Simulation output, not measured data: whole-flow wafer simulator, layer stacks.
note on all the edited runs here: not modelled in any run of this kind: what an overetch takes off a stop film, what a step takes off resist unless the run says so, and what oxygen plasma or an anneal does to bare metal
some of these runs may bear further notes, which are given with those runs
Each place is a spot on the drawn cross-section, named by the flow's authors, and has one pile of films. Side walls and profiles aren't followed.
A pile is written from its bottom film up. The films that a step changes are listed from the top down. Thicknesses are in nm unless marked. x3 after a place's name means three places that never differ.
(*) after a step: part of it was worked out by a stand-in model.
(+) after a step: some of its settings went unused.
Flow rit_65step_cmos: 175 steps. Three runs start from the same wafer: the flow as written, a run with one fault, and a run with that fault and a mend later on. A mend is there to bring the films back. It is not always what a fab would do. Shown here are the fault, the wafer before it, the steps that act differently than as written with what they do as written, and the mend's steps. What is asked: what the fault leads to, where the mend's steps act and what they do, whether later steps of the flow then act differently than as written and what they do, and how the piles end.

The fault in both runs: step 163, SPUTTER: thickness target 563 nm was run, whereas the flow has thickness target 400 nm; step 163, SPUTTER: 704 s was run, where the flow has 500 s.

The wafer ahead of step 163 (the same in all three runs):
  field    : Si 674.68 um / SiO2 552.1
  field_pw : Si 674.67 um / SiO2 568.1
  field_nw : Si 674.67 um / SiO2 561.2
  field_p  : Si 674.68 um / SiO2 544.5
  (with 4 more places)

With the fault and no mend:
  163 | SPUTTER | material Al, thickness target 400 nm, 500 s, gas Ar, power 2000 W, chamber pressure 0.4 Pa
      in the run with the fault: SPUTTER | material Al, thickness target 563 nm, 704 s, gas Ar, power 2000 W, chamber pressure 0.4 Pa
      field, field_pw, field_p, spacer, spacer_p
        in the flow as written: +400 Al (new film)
        in the run with the fault: +563 Al (new film)
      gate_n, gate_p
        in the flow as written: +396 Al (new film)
        in the run with the fault: +532.2 Al (new film)
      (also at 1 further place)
  Later steps of the flow acting differently than as written:
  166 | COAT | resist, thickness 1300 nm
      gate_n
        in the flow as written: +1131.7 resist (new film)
        in the run with the fault: +1160.8 resist (new film)
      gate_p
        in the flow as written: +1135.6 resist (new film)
        in the run with the fault: +1164.1 resist (new film)
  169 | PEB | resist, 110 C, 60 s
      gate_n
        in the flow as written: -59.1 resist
        in the run with the fault: -60.7 resist
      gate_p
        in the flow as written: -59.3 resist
        in the run with the fault: -60.9 resist
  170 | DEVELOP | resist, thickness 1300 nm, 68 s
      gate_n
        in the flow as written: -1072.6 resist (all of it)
        in the run with the fault: -1100.1 resist (all of it)
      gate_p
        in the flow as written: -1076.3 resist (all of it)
        in the run with the fault: -1103.2 resist (all of it)
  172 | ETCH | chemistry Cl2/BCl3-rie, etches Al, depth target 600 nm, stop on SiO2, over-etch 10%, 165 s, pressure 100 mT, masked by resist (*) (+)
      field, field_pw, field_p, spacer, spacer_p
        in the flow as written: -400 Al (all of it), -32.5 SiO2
        in the run with the fault: -563 Al (all of it), -12.1 SiO2
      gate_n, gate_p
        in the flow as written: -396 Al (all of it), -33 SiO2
        in the run with the fault: -532.2 Al (all of it), -16 SiO2
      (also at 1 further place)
  The piles end different from the flow's at field, field_pw, field_nw, field_p, gate_n, gate_p, spacer, spacer_p by more than 2% or 0.5 nm, whichever is larger.
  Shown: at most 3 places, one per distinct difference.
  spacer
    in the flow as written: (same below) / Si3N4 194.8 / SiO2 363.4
    in the run with the fault: (same below) / Si3N4 194.8 / SiO2 383.8
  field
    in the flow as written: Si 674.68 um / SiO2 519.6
    in the run with the fault: Si 674.68 um / SiO2 540
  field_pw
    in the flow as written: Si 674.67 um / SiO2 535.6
    in the run with the fault: Si 674.67 um / SiO2 556

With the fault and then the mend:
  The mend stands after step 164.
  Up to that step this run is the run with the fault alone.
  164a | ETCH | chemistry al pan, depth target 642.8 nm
      field, field_pw, field_nw, field_p, spacer, spacer_p
        -563 Al (all of it)
      gate_n, gate_p
        -532.2 Al (all of it)
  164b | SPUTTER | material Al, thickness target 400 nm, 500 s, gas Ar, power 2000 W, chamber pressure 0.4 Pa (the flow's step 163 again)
      field, field_pw, field_p, spacer, spacer_p
        +400 Al (new film)
      gate_n, gate_p
        +396 Al (new film)
      field_nw
        +397.2 Al (new film)
  Later steps of the flow that are run all act as written at every place that is followed.
  At every place that both follow, the piles at the end match the flow's.
